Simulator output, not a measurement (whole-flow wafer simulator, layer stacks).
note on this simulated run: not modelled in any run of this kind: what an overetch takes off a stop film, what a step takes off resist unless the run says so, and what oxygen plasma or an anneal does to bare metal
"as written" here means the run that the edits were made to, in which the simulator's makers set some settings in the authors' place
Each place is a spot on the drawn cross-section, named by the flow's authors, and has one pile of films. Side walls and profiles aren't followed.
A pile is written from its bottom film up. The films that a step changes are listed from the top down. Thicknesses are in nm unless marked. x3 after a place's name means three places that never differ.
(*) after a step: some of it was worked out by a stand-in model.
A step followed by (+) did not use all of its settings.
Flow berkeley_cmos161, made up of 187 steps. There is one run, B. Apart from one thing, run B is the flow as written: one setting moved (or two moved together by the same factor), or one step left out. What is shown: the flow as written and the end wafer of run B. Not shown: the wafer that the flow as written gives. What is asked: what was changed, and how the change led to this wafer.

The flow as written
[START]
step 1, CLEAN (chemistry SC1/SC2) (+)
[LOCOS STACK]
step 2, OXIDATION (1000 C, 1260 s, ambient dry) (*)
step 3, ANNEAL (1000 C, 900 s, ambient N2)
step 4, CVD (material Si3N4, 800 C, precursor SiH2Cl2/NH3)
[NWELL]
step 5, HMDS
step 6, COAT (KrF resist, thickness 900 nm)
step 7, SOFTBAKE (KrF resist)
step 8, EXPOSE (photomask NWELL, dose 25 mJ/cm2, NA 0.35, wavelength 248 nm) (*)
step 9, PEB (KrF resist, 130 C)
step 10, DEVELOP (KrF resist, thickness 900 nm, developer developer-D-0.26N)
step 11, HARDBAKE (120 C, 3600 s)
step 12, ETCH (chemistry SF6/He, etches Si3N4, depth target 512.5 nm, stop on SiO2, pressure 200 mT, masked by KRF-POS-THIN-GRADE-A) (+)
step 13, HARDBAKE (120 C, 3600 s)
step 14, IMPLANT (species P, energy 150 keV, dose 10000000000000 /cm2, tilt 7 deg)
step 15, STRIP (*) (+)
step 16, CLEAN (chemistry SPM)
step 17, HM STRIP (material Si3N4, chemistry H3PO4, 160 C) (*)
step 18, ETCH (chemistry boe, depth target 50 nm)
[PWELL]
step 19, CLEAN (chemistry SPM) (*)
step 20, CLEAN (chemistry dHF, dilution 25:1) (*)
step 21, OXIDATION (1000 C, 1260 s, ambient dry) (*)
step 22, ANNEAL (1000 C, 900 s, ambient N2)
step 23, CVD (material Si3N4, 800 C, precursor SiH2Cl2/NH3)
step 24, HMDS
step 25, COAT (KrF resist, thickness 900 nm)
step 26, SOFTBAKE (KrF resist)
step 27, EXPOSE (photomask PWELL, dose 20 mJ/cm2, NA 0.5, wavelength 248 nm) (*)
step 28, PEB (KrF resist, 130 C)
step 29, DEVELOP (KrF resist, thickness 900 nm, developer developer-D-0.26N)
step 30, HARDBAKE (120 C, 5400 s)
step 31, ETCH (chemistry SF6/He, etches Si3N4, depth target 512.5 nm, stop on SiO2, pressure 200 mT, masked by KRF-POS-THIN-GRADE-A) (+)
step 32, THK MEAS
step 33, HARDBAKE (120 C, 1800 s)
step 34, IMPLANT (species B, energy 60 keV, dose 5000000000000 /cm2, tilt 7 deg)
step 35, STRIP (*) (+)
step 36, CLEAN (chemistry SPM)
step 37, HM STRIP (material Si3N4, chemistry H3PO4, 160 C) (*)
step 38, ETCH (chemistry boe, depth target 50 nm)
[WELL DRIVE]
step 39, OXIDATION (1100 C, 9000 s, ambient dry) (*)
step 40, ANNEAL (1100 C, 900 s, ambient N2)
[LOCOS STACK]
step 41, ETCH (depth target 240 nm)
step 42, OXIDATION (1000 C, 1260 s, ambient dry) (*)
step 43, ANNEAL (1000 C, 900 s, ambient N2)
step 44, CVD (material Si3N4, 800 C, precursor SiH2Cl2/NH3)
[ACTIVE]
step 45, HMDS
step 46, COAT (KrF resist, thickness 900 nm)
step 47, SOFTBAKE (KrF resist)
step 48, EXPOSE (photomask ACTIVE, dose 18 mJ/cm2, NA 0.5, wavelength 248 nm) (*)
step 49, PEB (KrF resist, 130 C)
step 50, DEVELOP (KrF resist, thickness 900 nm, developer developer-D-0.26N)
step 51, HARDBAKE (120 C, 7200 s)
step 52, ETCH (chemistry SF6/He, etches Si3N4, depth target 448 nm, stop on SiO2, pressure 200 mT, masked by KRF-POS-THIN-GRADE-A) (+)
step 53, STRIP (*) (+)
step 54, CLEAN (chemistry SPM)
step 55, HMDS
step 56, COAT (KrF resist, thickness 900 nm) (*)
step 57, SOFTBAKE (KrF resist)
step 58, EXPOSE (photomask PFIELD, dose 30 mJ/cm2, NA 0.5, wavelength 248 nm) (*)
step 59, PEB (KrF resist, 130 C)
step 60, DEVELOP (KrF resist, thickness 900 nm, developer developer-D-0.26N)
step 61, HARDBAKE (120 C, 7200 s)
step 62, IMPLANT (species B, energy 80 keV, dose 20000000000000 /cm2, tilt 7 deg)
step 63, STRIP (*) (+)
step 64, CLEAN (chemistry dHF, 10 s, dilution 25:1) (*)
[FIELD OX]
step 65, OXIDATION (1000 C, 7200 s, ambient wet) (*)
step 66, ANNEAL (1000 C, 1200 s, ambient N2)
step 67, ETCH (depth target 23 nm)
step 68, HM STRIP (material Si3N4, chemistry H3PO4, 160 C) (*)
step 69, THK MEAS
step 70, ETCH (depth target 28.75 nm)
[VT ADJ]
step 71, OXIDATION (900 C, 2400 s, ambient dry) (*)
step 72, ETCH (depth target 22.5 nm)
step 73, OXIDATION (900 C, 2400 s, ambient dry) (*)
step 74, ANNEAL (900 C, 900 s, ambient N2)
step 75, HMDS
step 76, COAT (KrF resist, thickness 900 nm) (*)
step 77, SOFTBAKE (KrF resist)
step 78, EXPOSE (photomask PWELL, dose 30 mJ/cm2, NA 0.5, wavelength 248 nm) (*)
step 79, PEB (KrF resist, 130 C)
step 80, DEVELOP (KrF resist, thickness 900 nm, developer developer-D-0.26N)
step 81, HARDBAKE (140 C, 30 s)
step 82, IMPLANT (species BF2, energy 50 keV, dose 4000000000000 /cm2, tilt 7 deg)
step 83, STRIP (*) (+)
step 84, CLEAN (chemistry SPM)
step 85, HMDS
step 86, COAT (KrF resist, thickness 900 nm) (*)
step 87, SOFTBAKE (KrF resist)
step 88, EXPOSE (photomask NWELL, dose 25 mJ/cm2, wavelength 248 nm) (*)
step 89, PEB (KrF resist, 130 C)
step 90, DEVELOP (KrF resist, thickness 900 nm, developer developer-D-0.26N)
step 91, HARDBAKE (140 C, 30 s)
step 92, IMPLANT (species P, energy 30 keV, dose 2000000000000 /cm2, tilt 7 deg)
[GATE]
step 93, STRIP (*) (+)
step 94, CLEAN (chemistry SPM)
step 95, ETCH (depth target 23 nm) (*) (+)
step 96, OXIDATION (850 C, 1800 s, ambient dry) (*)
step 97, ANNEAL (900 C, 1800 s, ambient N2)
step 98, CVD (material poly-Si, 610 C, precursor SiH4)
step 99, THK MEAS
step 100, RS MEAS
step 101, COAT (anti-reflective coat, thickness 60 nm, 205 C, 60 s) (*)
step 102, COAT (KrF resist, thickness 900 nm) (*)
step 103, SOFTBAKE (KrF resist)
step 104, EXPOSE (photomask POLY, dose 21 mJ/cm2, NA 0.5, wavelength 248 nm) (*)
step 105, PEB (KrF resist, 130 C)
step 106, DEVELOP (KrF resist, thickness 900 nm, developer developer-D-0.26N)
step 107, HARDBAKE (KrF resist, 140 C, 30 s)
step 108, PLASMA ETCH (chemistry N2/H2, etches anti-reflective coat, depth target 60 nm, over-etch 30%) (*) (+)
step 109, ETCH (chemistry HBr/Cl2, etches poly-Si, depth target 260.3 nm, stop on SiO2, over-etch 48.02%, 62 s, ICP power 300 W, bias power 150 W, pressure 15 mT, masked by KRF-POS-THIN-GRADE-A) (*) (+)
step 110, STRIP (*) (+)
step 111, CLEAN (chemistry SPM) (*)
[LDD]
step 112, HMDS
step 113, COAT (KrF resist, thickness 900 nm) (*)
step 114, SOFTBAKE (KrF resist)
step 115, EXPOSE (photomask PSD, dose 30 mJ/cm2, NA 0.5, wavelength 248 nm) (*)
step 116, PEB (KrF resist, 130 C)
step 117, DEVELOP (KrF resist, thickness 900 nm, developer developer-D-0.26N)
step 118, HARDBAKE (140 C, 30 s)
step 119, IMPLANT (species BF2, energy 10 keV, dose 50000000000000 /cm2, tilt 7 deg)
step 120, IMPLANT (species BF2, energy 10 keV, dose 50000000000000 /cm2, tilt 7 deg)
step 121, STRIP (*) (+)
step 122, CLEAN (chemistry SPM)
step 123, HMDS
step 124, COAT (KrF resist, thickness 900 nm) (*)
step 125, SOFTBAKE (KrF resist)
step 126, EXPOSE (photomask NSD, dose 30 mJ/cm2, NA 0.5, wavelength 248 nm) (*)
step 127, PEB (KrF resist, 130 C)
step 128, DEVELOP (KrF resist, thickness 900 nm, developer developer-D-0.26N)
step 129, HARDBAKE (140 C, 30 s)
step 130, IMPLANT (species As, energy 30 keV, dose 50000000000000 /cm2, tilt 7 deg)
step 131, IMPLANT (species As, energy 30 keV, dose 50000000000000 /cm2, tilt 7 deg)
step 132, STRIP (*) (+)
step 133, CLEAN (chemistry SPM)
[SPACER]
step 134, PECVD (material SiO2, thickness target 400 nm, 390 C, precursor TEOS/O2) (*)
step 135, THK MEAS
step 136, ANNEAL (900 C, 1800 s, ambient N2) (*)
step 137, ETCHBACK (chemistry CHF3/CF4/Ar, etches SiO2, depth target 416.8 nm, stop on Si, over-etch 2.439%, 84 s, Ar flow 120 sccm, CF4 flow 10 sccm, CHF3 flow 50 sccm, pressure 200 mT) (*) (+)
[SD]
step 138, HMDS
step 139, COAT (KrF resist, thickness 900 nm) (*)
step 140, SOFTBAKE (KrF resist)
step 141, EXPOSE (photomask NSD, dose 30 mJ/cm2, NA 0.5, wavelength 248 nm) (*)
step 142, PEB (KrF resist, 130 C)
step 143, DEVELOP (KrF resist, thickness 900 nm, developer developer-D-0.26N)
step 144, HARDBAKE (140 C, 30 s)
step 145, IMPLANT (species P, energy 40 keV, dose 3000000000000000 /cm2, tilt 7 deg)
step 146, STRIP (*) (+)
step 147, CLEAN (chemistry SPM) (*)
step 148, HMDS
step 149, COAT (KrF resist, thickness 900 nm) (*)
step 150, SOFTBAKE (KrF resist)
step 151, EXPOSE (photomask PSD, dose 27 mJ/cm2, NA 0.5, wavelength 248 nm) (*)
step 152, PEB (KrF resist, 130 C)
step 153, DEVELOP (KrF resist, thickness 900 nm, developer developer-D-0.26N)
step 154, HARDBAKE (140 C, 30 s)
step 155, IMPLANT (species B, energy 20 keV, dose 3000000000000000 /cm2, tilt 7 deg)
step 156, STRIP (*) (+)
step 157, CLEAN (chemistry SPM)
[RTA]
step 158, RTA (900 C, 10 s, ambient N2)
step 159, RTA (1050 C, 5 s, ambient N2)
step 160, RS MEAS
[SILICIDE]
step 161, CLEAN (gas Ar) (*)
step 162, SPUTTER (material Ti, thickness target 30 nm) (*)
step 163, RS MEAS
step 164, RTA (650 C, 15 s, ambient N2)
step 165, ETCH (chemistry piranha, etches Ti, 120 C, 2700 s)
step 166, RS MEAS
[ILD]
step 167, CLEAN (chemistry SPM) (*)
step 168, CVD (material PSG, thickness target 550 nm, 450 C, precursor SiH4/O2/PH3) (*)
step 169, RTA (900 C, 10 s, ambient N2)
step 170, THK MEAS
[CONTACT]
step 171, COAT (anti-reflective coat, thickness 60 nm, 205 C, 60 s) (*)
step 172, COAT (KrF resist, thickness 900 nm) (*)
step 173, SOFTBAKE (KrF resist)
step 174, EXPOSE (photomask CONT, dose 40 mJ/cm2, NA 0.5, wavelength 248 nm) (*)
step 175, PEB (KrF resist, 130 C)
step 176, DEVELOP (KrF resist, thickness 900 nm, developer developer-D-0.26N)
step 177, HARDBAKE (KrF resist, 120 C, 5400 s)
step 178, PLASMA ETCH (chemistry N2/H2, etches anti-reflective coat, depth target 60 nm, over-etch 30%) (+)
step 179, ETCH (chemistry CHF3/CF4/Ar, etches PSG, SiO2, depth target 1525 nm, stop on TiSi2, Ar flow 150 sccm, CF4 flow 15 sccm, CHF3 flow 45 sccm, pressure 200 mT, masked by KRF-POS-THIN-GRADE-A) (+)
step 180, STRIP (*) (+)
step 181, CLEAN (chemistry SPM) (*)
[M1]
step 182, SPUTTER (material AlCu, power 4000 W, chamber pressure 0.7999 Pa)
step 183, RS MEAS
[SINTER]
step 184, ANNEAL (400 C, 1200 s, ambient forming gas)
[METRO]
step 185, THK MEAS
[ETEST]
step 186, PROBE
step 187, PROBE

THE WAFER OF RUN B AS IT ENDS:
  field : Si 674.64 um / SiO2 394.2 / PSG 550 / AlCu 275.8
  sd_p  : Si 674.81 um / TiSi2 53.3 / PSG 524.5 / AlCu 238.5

The reason: step 70, ETCH: depth target 43.12 nm was run, whereas the flow has depth target 28.75 nm.

The path from the change to this, step by step:
  step 70, ETCH (depth target 28.75 nm)
      field: -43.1 SiO2 (as written it would have been: -28.8 SiO2)
  step 101, COAT (anti-reflective coat, thickness 60 nm, 205 C, 60 s) (*)
      sd_n: +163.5 anti-reflective coat (new film) (as written it would have been: +173.5 anti-reflective coat (new film))
      spacer_n: +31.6 anti-reflective coat (new film) (as written it would have been: +28.7 anti-reflective coat (new film))
      (also at 6 further places)
  step 108, PLASMA ETCH (chemistry N2/H2, etches anti-reflective coat, depth target 60 nm, over-etch 30%) (*) (+)
      sd_n: -163.5 anti-reflective coat (all of it), -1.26 poly-Si (as written it would have been: -173.5 anti-reflective coat (all of it), -1.33 poly-Si)
      spacer_n: -31.6 anti-reflective coat (all of it), -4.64 poly-Si (as written it would have been: -28.7 anti-reflective coat (all of it), -5.05 poly-Si)
      (also at 4 further places)
  step 110, STRIP (*) (+)
      gate_n: +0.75 chemical SiO2 (new film), -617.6 KrF resist (all of it), -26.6 anti-reflective coat (all of it), -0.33 poly-Si (as written it would have been: +0.75 chemical SiO2 (new film), -626.8 KrF resist (all of it), -23.7 anti-reflective coat (all of it), -0.33 poly-Si)
      gate_p: +0.75 chemical SiO2 (new film), -592.4 KrF resist (all of it), -29.6 anti-reflective coat (all of it), -0.33 poly-Si (as written it would have been: +0.75 chemical SiO2 (new film), -598.2 KrF resist (all of it), -27.9 anti-reflective coat (all of it), -0.33 poly-Si)
  step 171, COAT (anti-reflective coat, thickness 60 nm, 205 C, 60 s) (*)
      sd_n: +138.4 anti-reflective coat (new film) (as written it would have been: +149.7 anti-reflective coat (new film))
      gate_n: +45 anti-reflective coat (new film) (as written it would have been: +46.1 anti-reflective coat (new film))
      (also at 2 further places)
  step 180, STRIP (*) (+)
      sd_n: -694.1 KrF resist (all of it), -138.4 anti-reflective coat (all of it) (as written it would have been: -692.5 KrF resist (all of it), -149.7 anti-reflective coat (all of it))
      gate_n: -580.8 KrF resist (all of it), -45 anti-reflective coat (all of it) (as written it would have been: -589.4 KrF resist (all of it), -46.1 anti-reflective coat (all of it))
      (also at 2 further places)
